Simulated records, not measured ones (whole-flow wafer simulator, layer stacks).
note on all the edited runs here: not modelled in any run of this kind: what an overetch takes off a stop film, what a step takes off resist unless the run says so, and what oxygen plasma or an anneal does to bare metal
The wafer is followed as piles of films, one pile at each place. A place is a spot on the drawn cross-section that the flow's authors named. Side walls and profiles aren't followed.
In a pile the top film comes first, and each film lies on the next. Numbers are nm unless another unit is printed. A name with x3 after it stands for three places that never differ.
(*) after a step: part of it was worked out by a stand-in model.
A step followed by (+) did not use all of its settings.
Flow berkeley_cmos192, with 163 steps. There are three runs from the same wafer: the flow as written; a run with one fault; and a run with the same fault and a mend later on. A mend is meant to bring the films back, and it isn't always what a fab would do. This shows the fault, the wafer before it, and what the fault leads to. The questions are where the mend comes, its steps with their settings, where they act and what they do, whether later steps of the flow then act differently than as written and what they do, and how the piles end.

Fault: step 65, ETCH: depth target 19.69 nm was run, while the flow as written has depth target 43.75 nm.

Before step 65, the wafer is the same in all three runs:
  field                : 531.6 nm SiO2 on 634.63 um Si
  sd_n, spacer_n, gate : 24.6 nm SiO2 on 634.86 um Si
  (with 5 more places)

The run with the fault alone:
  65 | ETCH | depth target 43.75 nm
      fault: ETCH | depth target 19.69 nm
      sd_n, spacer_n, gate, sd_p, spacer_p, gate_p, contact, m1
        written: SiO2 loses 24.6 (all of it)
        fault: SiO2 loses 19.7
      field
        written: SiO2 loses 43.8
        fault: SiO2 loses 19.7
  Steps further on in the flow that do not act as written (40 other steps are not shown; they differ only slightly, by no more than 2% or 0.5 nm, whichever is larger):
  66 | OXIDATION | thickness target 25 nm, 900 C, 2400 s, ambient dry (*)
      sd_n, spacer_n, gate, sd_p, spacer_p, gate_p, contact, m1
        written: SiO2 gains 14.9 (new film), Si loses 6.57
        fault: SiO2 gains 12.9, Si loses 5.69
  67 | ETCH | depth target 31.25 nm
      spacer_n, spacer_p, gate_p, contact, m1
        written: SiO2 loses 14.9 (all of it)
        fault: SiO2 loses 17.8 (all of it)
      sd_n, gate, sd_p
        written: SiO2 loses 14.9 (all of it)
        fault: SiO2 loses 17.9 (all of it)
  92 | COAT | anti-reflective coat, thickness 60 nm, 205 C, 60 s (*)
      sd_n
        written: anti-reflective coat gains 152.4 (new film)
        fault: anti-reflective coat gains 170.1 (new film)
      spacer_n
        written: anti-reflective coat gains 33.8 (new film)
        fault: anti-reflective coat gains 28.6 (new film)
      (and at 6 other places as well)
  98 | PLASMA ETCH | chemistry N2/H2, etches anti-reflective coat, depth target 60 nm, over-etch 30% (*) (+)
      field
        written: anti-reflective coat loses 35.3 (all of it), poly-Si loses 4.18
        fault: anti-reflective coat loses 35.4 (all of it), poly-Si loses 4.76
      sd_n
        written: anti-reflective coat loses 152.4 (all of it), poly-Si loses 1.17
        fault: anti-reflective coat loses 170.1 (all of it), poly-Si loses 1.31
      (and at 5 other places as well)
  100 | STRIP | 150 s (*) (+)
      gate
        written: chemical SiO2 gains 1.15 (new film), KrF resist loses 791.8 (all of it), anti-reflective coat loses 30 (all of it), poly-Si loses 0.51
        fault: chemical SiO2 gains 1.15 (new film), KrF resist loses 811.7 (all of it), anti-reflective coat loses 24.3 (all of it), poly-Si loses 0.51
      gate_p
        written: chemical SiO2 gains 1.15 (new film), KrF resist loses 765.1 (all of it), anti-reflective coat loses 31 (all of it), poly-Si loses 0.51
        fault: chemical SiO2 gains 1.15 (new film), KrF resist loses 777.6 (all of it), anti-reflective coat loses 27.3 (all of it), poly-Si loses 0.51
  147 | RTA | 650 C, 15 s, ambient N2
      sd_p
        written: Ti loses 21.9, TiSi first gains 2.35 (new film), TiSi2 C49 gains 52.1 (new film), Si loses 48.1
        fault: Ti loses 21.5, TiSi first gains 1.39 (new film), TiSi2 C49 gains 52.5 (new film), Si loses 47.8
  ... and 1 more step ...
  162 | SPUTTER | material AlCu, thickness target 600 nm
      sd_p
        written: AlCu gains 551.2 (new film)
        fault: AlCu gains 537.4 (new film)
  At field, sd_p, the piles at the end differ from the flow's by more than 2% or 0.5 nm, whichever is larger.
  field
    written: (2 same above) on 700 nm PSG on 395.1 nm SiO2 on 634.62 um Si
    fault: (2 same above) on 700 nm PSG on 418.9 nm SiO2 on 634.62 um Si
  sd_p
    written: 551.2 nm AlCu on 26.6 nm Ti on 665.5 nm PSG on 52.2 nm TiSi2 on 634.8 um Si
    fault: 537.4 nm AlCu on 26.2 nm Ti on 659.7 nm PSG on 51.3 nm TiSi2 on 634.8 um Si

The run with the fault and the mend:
  The mend stands after step 65.
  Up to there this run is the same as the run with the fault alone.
  65a | ETCH | depth target 24.06 nm (a further turn of the flow's step 65, with different settings)
      spacer_n, spacer_p, gate_p, contact, m1
        SiO2 loses 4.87 (all of it)
      sd_n, sd_p
        SiO2 loses 4.93 (all of it)
      field
        SiO2 loses 24.1
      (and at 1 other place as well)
  Every later step of the flow that is run acts as written, at every place that is followed, to within 2% or 0.5 nm, whichever is larger.
  The piles end the same as the flow's at every place that both follow.
